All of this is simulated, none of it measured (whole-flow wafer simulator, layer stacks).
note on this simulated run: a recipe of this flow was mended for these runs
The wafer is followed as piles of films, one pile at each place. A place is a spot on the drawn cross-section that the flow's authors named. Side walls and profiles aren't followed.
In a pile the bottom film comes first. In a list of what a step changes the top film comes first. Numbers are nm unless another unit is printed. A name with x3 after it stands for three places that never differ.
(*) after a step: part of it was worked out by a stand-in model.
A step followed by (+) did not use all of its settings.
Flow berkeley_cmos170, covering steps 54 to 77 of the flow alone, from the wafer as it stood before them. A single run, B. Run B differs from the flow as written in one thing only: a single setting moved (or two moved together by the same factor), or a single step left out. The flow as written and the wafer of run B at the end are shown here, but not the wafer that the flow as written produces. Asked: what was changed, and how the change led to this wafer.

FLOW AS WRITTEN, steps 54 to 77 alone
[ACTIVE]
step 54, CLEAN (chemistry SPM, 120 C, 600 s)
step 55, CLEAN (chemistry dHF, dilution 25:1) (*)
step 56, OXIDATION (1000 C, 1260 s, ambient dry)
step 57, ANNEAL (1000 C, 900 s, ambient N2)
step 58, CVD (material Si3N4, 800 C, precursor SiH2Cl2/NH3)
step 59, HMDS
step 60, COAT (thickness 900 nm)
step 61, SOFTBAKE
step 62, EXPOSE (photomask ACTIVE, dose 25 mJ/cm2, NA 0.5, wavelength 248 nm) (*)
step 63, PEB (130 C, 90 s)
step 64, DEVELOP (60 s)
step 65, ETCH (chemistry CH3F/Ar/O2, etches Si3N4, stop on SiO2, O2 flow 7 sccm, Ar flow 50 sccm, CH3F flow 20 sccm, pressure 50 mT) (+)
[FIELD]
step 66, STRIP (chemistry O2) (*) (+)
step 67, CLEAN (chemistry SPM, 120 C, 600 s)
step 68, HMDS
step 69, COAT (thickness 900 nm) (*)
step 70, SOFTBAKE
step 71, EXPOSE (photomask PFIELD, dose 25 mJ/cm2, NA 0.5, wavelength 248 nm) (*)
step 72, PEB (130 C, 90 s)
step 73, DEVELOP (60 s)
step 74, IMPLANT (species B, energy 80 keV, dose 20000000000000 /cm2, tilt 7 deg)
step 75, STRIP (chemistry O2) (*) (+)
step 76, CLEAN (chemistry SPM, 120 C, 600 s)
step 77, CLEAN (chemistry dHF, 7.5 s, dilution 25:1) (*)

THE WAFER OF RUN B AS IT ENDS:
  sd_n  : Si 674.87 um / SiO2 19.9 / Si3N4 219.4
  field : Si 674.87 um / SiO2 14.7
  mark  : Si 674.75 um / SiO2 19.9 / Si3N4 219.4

What caused this: step 56, OXIDATION: 969 C was run, while the flow as written has 1000 C.

The path from the change to this, step by step:
  step 56, OXIDATION (1000 C, 1260 s, ambient dry)
      field, sd_n, spacer_n and 9 more: SiO2 gains 19.9 (new film), Si loses 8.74 (as written it would have been: SiO2 gains 26.6 (new film), Si loses 11.7)
      mark: SiO2 gains 19.9 (new film), Si loses 8.73 (as written it would have been: SiO2 gains 26.6 (new film), Si loses 11.7)
